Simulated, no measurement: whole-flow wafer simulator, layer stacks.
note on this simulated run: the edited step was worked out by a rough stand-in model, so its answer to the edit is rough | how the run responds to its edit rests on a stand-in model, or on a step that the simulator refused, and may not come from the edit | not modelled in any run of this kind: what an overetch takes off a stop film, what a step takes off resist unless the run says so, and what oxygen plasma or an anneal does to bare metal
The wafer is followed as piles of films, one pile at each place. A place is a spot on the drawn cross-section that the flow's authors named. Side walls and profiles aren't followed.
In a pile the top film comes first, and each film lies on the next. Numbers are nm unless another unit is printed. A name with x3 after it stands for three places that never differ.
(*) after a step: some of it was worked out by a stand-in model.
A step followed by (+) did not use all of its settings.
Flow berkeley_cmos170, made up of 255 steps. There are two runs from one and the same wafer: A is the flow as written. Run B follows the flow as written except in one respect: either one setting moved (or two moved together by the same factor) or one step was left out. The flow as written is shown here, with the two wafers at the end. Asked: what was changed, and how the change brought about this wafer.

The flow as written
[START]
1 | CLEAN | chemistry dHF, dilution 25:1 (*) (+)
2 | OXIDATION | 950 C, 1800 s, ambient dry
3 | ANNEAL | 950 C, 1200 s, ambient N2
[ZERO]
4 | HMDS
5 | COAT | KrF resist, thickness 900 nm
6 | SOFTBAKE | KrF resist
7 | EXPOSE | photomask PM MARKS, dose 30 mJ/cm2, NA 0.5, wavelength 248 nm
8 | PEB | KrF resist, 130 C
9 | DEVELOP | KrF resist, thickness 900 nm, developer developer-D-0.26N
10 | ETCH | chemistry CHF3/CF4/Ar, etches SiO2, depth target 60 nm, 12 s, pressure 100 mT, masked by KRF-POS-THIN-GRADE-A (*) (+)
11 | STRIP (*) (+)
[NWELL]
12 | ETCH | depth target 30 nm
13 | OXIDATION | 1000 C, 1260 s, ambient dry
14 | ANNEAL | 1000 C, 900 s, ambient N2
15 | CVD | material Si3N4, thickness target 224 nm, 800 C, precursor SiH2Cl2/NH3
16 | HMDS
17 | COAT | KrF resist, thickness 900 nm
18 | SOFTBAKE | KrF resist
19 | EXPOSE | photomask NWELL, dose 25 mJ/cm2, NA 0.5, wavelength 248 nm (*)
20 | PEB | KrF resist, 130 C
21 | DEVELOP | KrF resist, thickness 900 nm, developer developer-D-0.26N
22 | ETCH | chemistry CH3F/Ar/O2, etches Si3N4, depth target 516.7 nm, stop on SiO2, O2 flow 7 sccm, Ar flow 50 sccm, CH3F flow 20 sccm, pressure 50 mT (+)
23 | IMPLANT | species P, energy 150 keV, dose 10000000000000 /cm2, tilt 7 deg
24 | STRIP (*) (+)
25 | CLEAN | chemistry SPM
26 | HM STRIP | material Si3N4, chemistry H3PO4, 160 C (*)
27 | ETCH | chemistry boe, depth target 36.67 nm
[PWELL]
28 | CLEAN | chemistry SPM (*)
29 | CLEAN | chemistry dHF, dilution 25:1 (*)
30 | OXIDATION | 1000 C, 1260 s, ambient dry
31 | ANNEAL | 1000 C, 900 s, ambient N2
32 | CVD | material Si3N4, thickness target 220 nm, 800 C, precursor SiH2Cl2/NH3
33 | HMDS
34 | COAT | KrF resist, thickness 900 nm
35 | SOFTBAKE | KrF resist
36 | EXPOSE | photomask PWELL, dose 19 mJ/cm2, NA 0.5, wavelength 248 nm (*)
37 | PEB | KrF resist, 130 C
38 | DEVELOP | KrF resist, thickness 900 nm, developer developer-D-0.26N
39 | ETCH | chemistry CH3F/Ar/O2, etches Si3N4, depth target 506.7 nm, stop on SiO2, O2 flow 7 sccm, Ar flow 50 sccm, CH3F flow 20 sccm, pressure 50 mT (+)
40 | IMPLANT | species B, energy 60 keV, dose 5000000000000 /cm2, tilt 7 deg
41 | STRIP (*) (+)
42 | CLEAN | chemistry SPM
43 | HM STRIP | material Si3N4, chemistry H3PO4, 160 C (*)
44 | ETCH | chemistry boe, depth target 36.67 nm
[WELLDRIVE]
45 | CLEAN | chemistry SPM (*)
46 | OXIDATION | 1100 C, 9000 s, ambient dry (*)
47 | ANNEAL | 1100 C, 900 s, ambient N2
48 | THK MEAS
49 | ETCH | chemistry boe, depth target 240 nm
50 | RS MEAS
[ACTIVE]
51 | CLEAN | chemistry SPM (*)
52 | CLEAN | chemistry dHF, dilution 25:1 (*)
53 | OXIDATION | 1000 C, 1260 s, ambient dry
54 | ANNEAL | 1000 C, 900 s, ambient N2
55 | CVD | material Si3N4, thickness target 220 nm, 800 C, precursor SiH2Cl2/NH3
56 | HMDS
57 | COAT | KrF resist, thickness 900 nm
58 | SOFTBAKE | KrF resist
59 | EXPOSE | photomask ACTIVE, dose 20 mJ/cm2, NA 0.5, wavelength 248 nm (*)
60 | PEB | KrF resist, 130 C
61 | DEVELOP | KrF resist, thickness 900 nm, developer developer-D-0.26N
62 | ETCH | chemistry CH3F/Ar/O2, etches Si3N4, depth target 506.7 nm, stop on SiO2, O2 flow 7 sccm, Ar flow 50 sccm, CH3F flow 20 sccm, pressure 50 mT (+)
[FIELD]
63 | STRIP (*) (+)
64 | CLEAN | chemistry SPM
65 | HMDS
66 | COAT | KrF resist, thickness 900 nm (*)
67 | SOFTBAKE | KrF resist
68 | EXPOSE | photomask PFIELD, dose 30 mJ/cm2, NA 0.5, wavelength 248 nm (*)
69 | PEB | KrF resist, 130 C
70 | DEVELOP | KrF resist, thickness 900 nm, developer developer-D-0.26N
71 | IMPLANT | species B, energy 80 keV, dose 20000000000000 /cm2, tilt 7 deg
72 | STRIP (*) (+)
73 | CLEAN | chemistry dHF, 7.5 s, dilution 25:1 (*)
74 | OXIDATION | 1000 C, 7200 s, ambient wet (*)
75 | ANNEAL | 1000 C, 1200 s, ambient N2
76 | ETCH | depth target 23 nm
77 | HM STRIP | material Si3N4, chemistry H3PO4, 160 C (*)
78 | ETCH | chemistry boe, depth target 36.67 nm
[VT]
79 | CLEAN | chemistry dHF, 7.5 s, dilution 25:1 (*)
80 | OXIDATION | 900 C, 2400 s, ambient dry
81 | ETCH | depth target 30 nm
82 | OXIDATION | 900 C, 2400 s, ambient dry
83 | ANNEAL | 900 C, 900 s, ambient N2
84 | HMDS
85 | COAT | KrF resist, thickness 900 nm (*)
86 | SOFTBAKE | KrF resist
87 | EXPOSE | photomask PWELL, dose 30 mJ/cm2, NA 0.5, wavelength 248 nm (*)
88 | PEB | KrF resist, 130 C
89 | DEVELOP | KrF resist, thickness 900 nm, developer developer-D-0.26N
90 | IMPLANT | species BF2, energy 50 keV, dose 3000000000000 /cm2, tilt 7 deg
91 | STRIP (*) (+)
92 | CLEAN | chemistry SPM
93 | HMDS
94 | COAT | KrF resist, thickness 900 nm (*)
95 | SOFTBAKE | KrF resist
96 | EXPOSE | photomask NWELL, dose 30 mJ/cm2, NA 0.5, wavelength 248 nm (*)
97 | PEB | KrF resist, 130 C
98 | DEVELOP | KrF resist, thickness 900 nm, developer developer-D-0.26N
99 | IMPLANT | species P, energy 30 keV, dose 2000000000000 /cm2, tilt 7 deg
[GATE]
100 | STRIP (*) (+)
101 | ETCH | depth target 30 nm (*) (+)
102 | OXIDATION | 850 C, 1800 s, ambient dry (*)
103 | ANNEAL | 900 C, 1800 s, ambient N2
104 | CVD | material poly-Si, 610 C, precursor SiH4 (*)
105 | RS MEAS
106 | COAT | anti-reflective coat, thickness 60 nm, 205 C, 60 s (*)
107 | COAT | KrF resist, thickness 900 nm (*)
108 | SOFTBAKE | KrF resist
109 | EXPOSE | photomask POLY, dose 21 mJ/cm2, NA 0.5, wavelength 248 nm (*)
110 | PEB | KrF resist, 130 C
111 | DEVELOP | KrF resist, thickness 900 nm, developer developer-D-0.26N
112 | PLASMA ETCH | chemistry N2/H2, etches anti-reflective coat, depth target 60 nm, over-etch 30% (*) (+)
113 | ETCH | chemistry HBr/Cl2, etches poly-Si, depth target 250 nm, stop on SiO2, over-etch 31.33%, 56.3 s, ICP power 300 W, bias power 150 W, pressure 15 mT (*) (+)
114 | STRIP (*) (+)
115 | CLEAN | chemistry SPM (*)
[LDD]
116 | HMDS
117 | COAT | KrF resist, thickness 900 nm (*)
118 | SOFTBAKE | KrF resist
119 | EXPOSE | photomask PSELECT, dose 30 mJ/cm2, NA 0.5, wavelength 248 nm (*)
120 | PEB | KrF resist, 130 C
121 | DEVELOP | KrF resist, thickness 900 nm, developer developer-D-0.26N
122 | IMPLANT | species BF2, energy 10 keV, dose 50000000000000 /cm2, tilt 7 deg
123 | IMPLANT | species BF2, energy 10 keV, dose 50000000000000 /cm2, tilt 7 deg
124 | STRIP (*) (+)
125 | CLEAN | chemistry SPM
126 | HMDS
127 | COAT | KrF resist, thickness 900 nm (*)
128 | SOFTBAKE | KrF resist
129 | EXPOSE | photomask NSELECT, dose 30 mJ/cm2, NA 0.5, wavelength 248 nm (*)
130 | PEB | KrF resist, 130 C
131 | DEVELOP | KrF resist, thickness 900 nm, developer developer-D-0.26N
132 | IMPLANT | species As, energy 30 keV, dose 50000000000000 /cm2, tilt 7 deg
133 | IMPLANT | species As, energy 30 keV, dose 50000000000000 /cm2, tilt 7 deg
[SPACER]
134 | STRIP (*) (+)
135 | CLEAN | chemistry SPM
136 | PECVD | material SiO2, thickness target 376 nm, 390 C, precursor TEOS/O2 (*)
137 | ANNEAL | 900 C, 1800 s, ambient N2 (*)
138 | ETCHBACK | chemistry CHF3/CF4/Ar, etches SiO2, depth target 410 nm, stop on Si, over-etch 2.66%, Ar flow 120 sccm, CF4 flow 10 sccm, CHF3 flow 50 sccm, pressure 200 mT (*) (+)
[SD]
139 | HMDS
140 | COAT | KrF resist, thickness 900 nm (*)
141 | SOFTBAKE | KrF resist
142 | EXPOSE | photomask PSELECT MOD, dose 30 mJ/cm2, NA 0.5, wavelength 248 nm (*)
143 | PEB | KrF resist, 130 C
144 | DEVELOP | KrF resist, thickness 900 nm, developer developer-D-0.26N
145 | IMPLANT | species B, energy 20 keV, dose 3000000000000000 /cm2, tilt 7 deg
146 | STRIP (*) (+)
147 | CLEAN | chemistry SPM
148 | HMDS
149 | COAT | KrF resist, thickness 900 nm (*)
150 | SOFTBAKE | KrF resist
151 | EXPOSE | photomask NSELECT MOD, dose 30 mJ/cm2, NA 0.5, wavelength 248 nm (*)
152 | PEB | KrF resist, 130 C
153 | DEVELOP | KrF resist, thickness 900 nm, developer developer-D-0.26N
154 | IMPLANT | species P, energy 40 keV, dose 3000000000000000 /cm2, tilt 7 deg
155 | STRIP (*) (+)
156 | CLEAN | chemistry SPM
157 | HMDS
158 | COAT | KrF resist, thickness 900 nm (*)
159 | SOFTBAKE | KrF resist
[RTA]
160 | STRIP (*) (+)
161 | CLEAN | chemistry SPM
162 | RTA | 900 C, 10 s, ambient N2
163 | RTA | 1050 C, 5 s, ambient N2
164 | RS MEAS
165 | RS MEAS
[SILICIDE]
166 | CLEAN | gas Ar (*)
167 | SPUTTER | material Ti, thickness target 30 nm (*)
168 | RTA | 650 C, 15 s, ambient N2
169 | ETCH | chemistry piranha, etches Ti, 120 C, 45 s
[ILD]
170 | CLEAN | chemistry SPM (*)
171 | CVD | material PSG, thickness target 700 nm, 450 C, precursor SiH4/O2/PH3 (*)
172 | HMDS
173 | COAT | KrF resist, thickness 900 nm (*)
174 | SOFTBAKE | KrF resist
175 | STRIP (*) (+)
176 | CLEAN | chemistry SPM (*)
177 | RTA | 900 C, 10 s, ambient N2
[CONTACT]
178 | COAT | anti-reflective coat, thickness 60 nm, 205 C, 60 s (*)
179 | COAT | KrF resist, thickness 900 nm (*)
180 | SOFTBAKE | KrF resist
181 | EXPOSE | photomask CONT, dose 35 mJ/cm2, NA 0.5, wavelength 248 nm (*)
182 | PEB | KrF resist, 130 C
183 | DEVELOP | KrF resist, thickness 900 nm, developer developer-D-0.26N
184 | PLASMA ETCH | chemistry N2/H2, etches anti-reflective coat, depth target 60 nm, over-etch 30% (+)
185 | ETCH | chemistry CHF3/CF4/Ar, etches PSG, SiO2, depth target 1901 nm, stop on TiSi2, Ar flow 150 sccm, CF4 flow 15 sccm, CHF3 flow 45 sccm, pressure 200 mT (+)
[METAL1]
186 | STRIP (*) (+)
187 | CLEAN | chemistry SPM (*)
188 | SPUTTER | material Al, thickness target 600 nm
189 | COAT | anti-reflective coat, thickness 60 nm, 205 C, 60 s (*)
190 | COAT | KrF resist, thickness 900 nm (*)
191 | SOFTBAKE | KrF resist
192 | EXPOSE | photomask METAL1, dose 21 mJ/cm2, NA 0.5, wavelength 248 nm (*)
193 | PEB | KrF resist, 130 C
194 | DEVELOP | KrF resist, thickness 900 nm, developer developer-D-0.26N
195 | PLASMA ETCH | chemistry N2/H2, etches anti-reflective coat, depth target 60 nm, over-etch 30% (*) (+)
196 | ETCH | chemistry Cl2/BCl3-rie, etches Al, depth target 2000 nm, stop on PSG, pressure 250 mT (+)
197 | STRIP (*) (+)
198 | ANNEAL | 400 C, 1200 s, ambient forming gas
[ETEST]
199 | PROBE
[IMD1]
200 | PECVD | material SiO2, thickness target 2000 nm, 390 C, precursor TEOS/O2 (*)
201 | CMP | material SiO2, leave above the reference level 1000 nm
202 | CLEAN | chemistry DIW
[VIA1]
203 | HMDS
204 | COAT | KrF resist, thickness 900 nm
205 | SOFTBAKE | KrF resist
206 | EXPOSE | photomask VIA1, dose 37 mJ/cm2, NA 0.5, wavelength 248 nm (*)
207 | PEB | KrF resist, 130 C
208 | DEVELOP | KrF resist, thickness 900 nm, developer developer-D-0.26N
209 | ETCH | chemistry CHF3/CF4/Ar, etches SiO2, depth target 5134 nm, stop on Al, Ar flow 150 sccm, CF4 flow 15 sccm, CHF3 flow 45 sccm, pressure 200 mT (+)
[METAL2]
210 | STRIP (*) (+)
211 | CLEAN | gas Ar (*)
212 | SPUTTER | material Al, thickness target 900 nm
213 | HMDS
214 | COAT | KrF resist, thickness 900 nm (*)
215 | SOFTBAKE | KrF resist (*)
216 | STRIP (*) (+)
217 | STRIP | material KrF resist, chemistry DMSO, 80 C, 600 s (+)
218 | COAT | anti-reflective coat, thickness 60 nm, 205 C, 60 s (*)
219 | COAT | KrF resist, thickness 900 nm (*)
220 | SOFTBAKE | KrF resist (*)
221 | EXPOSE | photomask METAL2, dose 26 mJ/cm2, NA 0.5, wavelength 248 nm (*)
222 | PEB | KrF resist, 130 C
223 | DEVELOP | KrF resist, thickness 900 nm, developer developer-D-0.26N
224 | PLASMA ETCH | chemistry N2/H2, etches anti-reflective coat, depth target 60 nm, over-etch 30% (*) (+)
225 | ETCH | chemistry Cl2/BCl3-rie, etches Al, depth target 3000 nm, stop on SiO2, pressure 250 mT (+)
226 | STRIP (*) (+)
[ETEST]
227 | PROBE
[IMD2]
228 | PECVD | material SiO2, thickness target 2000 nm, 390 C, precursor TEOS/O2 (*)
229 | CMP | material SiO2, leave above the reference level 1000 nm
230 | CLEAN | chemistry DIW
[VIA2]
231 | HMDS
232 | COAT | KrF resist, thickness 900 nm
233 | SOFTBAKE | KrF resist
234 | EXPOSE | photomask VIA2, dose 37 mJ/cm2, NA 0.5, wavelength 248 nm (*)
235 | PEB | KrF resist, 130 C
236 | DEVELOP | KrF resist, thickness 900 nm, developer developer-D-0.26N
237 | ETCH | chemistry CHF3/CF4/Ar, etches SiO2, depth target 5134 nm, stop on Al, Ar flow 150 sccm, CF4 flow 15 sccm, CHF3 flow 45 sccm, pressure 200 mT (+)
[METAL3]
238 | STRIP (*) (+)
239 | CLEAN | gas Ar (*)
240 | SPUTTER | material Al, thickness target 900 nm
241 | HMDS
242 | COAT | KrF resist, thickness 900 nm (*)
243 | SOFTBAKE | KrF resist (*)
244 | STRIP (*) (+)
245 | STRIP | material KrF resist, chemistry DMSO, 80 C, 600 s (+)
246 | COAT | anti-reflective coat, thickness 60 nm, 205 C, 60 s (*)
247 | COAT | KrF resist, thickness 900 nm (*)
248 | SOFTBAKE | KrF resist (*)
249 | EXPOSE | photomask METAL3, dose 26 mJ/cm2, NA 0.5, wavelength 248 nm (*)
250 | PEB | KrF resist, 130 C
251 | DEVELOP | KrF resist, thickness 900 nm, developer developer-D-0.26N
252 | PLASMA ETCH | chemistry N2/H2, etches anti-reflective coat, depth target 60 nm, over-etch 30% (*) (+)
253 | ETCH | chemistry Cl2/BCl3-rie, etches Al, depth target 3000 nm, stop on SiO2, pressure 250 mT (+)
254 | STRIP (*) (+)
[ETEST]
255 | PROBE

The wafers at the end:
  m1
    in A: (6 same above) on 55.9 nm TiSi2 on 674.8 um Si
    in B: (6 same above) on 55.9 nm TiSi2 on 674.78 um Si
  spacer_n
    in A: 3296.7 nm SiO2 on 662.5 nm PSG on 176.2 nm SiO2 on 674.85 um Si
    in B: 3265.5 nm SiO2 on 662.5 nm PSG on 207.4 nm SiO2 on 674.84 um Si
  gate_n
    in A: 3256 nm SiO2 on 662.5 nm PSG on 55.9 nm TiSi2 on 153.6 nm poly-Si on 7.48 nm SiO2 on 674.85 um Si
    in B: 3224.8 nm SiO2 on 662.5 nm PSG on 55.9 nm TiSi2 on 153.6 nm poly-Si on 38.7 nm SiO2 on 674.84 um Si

What caused this: step 102, OXIDATION: 1020 C was run, while the flow as written has 850 C.

Step by step, how the change led to this:
  102 | OXIDATION | 850 C, 1800 s, ambient dry (*)
      sd_n, spacer_n, gate_n and 8 more: A SiO2 gains 7.48 (new film), Si loses 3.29 | B SiO2 gains 38.7 (new film), Si loses 17
      field: A SiO2 gains 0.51, Si loses 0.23 | B SiO2 gains 5.76, Si loses 2.54
  106 | COAT | anti-reflective coat, thickness 60 nm, 205 C, 60 s (*)
      sd_n: A anti-reflective coat gains 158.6 (new film) | B anti-reflective coat gains 149 (new film)
      spacer_n: A anti-reflective coat gains 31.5 (new film) | B anti-reflective coat gains 35 (new film)
      (also at 5 further places)
  112 | PLASMA ETCH | chemistry N2/H2, etches anti-reflective coat, depth target 60 nm, over-etch 30% (*) (+)
      sd_n: A anti-reflective coat loses 158.6 (all of it), poly-Si loses 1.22 | B anti-reflective coat loses 149 (all of it), poly-Si loses 1.15
      spacer_n: A anti-reflective coat loses 31.5 (all of it), poly-Si loses 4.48 | B anti-reflective coat loses 35 (all of it), poly-Si loses 4.07
      (also at 3 further places)
  114 | STRIP (*) (+)
      gate_n: A chemical SiO2 gains 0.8 (new film), KrF resist loses 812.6 (all of it), anti-reflective coat loses 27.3 (all of it), poly-Si loses 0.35 | B chemical SiO2 gains 0.8 (new film), KrF resist loses 801.1 (all of it), anti-reflective coat loses 30.9 (all of it), poly-Si loses 0.35
      gate_p: A chemical SiO2 gains 0.8 (new film), KrF resist loses 782.1 (all of it), anti-reflective coat loses 29.6 (all of it), poly-Si loses 0.35 | B chemical SiO2 gains 0.8 (new film), KrF resist loses 774.6 (all of it), anti-reflective coat loses 32.1 (all of it), poly-Si loses 0.35
  138 | ETCHBACK | chemistry CHF3/CF4/Ar, etches SiO2, depth target 410 nm, stop on Si, over-etch 2.66%, Ar flow 120 sccm, CF4 flow 10 sccm, CHF3 flow 50 sccm, pressure 200 mT (*) (+)
      contact, m1, via1, m2, via2: A SiO2 loses 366 (all of it) | B SiO2 loses 397.1 (all of it)
      sd_n, sd_p: A SiO2 loses 366 (all of it) | B SiO2 loses 397.2 (all of it)
  140 | COAT | KrF resist, thickness 900 nm (*)
      spacer_n: A KrF resist gains 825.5 (new film) | B KrF resist gains 808.2 (new film)
      gate_n: A KrF resist gains 792.8 (new film) | B KrF resist gains 776 (new film)
      (also at 2 further places)
  144 | DEVELOP | KrF resist, thickness 900 nm, developer developer-D-0.26N
      spacer_p: A KrF resist loses 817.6 (all of it) | B KrF resist loses 799.7 (all of it)
      gate_p: A KrF resist loses 784.8 (all of it) | B KrF resist loses 767.4 (all of it)
  146 | STRIP (*) (+)
      spacer_n: A KrF resist loses 810 (all of it) | B KrF resist loses 792.8 (all of it)
      gate_n: A chemical SiO2 gains 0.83 (new film), KrF resist loses 777.3 (all of it), poly-Si loses 0.36 | B chemical SiO2 gains 0.83 (new film), KrF resist loses 760.6 (all of it), poly-Si loses 0.36
  149 | COAT | KrF resist, thickness 900 nm (*)
      spacer_n: A KrF resist gains 825.9 (new film) | B KrF resist gains 808.5 (new film)
      gate_n: A KrF resist gains 792.7 (new film) | B KrF resist gains 775.7 (new film)
      (also at 2 further places)
  153 | DEVELOP | KrF resist, thickness 900 nm, developer developer-D-0.26N
      spacer_n: A KrF resist loses 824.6 (all of it) | B KrF resist loses 807.2 (all of it)
      gate_n: A KrF resist loses 791.5 (all of it) | B KrF resist loses 774.5 (all of it)
  155 | STRIP (*) (+)
      spacer_p: A KrF resist loses 804 (all of it) | B KrF resist loses 785.8 (all of it)
      gate_p: A KrF resist loses 770.7 (all of it), chemical SiO2 gains 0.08 | B KrF resist loses 752.9 (all of it), chemical SiO2 gains 0.08
  158 | COAT | KrF resist, thickness 900 nm (*)
      spacer_n: A KrF resist gains 825.6 (new film) | B KrF resist gains 808.6 (new film)
      gate_n: A KrF resist gains 792.3 (new film) | B KrF resist gains 775.6 (new film)
      (also at 2 further places)
  160 | STRIP (*) (+)
      spacer_n: A KrF resist loses 825.6 (all of it) | B KrF resist loses 808.6 (all of it)
      gate_n: A KrF resist loses 792.3 (all of it), chemical SiO2 gains 0.07 | B KrF resist loses 775.6 (all of it), chemical SiO2 gains 0.07
      (also at 2 further places)
  173 | COAT | KrF resist, thickness 900 nm (*)
      sd_n: A KrF resist gains 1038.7 (new film) | B KrF resist gains 1068.8 (new film)
  175 | STRIP (*) (+)
      sd_n: A KrF resist loses 1038.7 (all of it) | B KrF resist loses 1068.8 (all of it)
  178 | COAT | anti-reflective coat, thickness 60 nm, 205 C, 60 s (*)
      sd_n: A anti-reflective coat gains 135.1 (new film) | B anti-reflective coat gains 145.9 (new film)
      gate_n: A anti-reflective coat gains 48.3 (new film) | B anti-reflective coat gains 45.8 (new film)
      (also at 4 further places)
  ... 8 other steps ...
  201 | CMP | material SiO2, leave above the reference level 1000 nm
      spacer_n, spacer_p: A SiO2 loses 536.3 | B SiO2 loses 567.5
      gate_n, gate_p: A SiO2 loses 577.1 | B SiO2 loses 608.3
      (also at 2 further places)
